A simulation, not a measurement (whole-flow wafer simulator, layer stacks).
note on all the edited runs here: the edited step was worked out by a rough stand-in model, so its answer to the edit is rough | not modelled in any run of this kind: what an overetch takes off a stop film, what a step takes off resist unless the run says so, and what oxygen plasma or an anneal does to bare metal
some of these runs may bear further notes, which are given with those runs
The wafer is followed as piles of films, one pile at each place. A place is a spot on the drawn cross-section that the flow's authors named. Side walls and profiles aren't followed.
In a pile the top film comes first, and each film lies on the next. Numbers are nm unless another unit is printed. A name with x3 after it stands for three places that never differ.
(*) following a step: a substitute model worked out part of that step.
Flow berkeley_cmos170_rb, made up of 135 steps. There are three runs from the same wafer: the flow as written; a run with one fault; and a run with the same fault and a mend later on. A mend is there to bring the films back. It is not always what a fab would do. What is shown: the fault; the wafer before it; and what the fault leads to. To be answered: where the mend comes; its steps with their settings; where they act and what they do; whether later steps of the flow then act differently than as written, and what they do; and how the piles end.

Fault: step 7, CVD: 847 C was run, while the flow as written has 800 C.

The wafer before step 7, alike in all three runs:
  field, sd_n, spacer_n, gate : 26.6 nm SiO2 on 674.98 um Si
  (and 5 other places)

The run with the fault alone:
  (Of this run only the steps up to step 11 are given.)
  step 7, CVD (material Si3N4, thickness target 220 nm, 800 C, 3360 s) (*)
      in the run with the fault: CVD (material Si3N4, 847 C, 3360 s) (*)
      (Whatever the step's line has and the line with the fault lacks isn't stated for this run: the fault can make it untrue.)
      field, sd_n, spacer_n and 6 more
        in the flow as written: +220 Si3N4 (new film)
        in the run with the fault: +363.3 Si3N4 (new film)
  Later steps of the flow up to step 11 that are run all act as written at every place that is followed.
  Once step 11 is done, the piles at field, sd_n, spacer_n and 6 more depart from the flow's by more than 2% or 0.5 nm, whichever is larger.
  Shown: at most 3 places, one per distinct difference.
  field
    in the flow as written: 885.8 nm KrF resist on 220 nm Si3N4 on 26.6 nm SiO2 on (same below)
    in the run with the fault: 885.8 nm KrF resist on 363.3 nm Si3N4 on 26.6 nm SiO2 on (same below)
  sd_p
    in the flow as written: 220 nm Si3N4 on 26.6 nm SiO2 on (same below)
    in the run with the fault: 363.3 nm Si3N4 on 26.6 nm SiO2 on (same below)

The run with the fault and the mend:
  The mend follows step 7.
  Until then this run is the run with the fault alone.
  step 7a, ETCH (chemistry h3po4, depth target 143.3 nm)
      field, sd_n, spacer_n and 6 more
        -143.3 Si3N4
  Later steps of the flow that are run all act as written at every place that is followed.
  At every place that both follow, the piles at the end match the flow's.
